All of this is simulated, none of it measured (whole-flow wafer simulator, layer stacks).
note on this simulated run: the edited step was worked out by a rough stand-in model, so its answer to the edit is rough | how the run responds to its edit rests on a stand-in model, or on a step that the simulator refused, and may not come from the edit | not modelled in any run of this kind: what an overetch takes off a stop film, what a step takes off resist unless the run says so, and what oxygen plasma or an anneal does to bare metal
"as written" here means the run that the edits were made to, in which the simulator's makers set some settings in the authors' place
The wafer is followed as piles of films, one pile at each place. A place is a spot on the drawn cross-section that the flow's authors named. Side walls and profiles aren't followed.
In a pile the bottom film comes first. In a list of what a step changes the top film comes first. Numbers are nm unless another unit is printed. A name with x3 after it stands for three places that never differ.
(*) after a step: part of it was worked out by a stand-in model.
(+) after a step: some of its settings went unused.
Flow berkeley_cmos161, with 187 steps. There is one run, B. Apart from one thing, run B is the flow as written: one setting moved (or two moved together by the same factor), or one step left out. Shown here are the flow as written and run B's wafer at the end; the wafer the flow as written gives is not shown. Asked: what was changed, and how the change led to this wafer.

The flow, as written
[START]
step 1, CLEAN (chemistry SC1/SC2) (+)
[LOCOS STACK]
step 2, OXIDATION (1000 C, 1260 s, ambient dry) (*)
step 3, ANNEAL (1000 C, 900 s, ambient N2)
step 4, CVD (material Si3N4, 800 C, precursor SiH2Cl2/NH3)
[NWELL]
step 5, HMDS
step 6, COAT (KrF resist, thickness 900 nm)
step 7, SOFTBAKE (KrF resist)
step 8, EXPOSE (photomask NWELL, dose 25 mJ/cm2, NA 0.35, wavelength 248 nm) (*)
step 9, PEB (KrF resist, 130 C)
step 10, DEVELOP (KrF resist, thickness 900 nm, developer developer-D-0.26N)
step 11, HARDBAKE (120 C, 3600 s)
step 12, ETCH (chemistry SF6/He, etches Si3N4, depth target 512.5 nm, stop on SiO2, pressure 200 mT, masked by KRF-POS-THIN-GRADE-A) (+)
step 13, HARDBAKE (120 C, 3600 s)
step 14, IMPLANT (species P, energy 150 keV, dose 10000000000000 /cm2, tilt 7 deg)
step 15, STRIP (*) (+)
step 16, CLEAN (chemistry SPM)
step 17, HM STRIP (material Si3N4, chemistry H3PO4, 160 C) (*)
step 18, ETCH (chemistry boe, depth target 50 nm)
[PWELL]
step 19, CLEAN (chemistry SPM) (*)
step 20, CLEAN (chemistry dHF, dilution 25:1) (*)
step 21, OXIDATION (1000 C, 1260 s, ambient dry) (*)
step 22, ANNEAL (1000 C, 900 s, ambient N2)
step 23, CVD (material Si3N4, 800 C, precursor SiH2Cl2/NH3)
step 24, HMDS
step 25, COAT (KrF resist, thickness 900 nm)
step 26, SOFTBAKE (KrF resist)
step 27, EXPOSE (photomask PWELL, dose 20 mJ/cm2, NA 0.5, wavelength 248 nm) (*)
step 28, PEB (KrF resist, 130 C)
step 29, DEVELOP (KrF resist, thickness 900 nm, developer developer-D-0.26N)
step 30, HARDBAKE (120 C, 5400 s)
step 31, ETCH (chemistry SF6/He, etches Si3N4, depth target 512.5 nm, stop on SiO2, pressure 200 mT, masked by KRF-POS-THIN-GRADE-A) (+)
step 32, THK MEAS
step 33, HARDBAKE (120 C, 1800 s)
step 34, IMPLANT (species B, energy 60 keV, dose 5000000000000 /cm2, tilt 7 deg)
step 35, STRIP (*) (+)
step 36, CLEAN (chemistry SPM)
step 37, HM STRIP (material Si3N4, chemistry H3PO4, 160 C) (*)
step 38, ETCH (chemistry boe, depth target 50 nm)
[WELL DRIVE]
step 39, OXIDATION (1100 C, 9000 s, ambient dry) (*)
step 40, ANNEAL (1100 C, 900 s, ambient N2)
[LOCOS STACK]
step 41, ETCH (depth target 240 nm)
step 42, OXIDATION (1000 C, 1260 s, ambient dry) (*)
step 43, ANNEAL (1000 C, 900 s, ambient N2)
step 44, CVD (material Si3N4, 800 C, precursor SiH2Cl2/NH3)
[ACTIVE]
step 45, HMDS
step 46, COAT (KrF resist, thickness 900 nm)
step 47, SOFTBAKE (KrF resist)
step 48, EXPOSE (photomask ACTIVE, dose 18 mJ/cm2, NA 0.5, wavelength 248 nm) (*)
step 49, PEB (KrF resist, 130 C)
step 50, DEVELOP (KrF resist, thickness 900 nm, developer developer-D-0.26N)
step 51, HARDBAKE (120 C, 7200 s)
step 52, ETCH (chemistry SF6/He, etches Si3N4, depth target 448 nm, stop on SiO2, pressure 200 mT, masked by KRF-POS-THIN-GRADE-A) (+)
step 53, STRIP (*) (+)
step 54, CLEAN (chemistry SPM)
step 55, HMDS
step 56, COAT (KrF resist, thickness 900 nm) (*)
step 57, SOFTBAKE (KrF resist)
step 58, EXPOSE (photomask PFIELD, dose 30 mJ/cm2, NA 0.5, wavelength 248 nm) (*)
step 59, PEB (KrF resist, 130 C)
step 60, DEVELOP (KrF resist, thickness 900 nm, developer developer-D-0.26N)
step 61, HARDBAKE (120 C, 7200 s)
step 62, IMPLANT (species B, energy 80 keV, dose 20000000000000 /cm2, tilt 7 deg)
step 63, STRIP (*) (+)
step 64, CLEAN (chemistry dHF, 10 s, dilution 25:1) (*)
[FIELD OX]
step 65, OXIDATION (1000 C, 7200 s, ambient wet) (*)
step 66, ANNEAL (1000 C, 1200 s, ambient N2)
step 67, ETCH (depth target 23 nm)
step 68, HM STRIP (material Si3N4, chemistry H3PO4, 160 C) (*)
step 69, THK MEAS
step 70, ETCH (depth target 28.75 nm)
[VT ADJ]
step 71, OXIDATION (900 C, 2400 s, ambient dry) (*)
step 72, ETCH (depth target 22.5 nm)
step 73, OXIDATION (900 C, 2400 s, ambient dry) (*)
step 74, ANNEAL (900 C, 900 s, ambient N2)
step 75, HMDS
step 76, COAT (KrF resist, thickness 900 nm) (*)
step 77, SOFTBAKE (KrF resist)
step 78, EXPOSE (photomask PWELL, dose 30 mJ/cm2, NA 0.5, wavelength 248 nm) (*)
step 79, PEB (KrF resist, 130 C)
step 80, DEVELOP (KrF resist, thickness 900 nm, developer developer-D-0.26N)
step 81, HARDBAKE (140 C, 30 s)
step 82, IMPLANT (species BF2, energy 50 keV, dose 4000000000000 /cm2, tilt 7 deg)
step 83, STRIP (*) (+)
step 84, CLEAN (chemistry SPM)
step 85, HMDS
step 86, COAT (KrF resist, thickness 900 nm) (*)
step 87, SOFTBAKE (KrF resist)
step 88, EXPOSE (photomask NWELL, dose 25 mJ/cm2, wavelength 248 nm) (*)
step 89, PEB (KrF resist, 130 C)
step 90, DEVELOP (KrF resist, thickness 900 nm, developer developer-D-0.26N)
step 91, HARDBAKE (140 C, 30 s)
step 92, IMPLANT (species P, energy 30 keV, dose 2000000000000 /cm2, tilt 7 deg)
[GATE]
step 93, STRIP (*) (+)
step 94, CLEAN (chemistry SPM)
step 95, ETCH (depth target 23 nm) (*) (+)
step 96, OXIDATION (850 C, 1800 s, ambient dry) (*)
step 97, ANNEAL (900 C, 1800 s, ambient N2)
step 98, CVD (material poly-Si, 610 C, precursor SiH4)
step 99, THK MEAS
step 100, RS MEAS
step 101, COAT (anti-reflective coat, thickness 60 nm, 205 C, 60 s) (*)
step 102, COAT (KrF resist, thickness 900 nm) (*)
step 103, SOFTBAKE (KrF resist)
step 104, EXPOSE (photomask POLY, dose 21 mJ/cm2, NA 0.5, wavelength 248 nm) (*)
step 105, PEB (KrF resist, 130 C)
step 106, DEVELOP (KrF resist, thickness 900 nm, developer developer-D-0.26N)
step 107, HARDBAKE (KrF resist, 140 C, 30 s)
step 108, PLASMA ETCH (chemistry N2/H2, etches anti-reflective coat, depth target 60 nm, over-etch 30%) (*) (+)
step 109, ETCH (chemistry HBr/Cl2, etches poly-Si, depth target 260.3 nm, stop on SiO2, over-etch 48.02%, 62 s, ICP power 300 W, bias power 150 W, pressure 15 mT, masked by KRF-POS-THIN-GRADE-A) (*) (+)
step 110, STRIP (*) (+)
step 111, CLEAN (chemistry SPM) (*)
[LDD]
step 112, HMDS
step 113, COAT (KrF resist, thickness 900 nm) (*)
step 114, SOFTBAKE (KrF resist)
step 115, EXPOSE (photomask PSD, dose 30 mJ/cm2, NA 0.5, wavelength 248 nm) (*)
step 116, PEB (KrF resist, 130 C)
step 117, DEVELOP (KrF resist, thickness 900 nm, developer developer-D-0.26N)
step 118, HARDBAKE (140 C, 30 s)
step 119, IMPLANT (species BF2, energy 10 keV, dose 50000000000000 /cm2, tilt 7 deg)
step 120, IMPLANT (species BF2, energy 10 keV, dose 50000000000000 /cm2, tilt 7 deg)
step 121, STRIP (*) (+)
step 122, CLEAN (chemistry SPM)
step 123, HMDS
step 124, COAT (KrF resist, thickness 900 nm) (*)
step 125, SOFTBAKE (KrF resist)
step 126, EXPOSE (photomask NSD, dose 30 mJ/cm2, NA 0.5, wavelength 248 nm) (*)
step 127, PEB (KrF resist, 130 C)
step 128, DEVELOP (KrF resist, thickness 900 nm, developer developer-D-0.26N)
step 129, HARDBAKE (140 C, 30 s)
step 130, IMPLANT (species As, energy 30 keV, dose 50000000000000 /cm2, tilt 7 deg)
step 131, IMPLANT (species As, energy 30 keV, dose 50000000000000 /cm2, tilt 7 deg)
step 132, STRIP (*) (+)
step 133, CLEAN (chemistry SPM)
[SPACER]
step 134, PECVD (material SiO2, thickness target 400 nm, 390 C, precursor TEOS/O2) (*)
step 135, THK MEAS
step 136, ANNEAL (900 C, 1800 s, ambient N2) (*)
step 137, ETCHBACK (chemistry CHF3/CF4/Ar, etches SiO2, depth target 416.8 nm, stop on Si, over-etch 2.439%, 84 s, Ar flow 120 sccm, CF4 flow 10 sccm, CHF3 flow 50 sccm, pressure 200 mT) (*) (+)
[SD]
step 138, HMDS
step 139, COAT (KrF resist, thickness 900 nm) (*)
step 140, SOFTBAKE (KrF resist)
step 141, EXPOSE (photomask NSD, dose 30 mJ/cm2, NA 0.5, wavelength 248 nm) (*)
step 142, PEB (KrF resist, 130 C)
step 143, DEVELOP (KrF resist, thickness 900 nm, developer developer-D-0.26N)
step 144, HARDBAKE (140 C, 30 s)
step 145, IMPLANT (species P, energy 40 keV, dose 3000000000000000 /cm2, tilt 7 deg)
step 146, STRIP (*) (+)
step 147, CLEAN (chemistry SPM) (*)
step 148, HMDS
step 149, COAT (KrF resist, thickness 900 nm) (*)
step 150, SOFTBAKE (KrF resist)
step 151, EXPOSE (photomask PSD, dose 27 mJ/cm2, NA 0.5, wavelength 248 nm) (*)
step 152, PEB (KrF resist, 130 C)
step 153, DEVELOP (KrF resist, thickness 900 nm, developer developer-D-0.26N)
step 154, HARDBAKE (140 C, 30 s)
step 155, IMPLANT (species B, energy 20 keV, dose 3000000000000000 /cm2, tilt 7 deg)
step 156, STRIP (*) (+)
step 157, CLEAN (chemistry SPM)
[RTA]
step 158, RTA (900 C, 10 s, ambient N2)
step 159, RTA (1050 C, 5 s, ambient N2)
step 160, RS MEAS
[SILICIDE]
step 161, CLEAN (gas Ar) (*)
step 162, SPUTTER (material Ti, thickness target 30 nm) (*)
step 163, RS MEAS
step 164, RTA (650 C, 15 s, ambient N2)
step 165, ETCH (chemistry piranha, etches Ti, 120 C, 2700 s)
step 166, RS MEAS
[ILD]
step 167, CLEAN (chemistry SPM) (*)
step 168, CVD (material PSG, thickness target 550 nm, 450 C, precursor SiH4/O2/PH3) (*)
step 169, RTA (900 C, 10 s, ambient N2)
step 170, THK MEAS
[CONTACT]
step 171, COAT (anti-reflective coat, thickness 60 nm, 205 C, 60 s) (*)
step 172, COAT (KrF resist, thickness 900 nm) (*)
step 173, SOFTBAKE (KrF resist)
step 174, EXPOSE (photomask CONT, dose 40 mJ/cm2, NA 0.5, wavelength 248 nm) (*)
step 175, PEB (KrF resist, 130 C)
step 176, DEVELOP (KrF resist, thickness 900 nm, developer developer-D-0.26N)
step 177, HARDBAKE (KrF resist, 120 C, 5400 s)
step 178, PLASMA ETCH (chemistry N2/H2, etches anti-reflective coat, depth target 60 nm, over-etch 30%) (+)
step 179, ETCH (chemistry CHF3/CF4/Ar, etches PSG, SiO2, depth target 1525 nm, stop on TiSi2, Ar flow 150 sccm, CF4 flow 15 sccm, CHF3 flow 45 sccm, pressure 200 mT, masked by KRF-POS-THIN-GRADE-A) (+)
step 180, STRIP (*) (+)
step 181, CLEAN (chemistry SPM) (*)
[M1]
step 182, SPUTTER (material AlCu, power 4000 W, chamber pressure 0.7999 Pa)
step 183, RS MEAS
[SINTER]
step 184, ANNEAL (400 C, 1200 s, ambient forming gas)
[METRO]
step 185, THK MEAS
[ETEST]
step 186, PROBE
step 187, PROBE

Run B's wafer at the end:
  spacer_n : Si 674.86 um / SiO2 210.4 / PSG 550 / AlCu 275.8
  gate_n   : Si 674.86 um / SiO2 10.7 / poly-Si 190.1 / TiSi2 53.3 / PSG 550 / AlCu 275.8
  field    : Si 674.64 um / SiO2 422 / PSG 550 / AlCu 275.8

Cause: step 95, ETCH: depth target 9.338 nm was run, though the flow has depth target 23 nm.

Step by step, how the change led to this:
  step 95, ETCH (depth target 23 nm) (*) (+)
      sd_n, spacer_n, gate_n, sd_p, spacer_p, gate_p, contact, m1: -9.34 SiO2 (it would be, as written: -14.9 SiO2 (all of it))
      field: -9.34 SiO2 (it would be, as written: -23 SiO2)
  step 96, OXIDATION (850 C, 1800 s, ambient dry) (*)
      sd_n, spacer_n, gate_n, sd_p, spacer_p, gate_p, contact, m1: +5.06 SiO2, -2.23 Si (it would be, as written: +7.48 SiO2 (new film), -3.29 Si)
  step 101, COAT (anti-reflective coat, thickness 60 nm, 205 C, 60 s) (*)
      sd_n: +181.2 anti-reflective coat (new film) (it would be, as written: +173.5 anti-reflective coat (new film))
      spacer_n: +27 anti-reflective coat (new film) (it would be, as written: +28.7 anti-reflective coat (new film))
      (and at 4 other places as well)
  step 108, PLASMA ETCH (chemistry N2/H2, etches anti-reflective coat, depth target 60 nm, over-etch 30%) (*) (+)
      sd_n: -181.2 anti-reflective coat (all of it), -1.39 poly-Si (it would be, as written: -173.5 anti-reflective coat (all of it), -1.33 poly-Si)
      spacer_n: -27 anti-reflective coat (all of it), -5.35 poly-Si (it would be, as written: -28.7 anti-reflective coat (all of it), -5.05 poly-Si)
      (and at 2 other places as well)
  step 110, STRIP (*) (+)
      gate_n: +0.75 chemical SiO2 (new film), -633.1 KrF resist (all of it), -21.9 anti-reflective coat (all of it), -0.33 poly-Si (it would be, as written: +0.75 chemical SiO2 (new film), -626.8 KrF resist (all of it), -23.7 anti-reflective coat (all of it), -0.33 poly-Si)
      gate_p: +0.75 chemical SiO2 (new film), -601.9 KrF resist (all of it), -27 anti-reflective coat (all of it), -0.33 poly-Si (it would be, as written: +0.75 chemical SiO2 (new film), -598.2 KrF resist (all of it), -27.9 anti-reflective coat (all of it), -0.33 poly-Si)
  step 171, COAT (anti-reflective coat, thickness 60 nm, 205 C, 60 s) (*)
      sd_n: +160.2 anti-reflective coat (new film) (it would be, as written: +149.7 anti-reflective coat (new film))
      m1: +100.9 anti-reflective coat (new film) (it would be, as written: +97.8 anti-reflective coat (new film))
  step 180, STRIP (*) (+)
      sd_n: -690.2 KrF resist (all of it), -160.2 anti-reflective coat (all of it) (it would be, as written: -692.5 KrF resist (all of it), -149.7 anti-reflective coat (all of it))
      m1: -744.4 KrF resist (all of it), -100.9 anti-reflective coat (all of it) (it would be, as written: -739.9 KrF resist (all of it), -97.8 anti-reflective coat (all of it))
